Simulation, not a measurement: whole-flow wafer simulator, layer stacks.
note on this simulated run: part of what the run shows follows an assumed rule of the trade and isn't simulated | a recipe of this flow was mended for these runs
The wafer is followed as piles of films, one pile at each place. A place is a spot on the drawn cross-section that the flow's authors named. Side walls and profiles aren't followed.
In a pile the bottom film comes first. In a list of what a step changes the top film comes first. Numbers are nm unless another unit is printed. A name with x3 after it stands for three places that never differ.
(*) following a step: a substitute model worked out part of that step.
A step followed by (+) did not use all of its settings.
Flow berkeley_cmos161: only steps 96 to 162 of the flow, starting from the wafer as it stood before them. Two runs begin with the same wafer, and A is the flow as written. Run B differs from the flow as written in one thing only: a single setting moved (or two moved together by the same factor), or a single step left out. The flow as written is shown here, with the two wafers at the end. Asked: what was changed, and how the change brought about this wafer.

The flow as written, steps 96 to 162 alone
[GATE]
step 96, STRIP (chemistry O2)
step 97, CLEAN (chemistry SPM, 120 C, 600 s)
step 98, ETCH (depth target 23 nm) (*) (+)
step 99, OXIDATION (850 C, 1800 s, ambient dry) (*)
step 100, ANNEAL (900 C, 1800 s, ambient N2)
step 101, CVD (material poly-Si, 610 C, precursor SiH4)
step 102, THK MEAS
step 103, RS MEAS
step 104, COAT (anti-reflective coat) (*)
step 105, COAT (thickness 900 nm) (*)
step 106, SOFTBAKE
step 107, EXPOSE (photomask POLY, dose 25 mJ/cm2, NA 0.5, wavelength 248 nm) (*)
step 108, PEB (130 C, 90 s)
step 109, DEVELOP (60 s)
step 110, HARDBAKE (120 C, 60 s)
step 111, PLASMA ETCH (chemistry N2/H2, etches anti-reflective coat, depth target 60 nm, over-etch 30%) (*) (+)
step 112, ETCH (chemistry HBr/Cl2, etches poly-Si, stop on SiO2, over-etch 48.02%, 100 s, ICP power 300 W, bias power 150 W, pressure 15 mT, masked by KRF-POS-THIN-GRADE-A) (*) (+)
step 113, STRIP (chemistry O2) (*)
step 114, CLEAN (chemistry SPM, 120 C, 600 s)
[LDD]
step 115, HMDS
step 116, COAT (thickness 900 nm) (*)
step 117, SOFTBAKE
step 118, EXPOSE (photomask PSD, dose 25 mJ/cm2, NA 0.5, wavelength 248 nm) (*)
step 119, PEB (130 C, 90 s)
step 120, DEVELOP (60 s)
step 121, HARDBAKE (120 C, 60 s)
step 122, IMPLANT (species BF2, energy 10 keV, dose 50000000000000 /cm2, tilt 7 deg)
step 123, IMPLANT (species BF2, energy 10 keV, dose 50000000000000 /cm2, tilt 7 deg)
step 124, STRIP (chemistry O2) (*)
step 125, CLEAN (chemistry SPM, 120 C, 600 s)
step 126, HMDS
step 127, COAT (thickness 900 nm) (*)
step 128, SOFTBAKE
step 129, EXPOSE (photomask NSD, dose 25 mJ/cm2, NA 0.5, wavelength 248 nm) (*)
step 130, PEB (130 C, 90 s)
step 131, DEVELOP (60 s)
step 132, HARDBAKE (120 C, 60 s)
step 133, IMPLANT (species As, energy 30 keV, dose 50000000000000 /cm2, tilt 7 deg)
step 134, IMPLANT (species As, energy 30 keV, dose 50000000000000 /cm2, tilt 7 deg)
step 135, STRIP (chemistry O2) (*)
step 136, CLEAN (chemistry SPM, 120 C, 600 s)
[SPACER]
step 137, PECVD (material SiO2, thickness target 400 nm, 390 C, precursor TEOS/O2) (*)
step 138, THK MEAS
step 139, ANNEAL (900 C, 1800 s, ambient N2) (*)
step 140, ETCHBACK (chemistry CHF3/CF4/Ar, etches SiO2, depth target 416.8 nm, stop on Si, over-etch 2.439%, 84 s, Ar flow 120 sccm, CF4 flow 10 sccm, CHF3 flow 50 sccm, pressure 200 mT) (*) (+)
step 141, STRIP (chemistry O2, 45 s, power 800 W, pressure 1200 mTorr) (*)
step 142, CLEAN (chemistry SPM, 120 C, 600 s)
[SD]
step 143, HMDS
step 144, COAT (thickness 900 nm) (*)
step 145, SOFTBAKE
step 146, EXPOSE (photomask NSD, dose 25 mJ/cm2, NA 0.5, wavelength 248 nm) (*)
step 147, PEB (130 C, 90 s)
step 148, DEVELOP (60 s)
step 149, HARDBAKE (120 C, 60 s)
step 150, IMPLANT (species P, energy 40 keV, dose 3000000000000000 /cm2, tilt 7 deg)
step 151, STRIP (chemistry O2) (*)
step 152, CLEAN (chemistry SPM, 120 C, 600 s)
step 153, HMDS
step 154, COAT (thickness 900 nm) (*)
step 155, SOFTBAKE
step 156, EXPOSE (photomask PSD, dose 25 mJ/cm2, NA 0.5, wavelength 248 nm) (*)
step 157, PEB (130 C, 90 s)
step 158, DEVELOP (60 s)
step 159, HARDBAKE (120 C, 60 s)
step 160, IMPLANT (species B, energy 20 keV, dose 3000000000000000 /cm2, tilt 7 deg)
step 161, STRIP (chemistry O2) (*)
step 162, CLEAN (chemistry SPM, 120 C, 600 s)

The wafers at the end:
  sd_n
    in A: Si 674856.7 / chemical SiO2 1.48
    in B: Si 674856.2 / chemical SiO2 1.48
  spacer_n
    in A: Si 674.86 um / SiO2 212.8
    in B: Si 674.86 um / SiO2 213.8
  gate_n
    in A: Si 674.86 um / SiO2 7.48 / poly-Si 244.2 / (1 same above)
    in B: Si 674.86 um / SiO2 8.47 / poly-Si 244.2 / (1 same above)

What caused this: step 99, OXIDATION: 862 C was run, while the flow as written has 850 C.

The path from the change to this, step by step:
  step 99, OXIDATION (850 C, 1800 s, ambient dry) (*)
      sd_n, spacer_n, gate_n, sd_p, spacer_p, gate_p, contact, m1: A +7.48 SiO2 (new film), -3.29 Si | B +8.47 SiO2 (new film), -3.73 Si
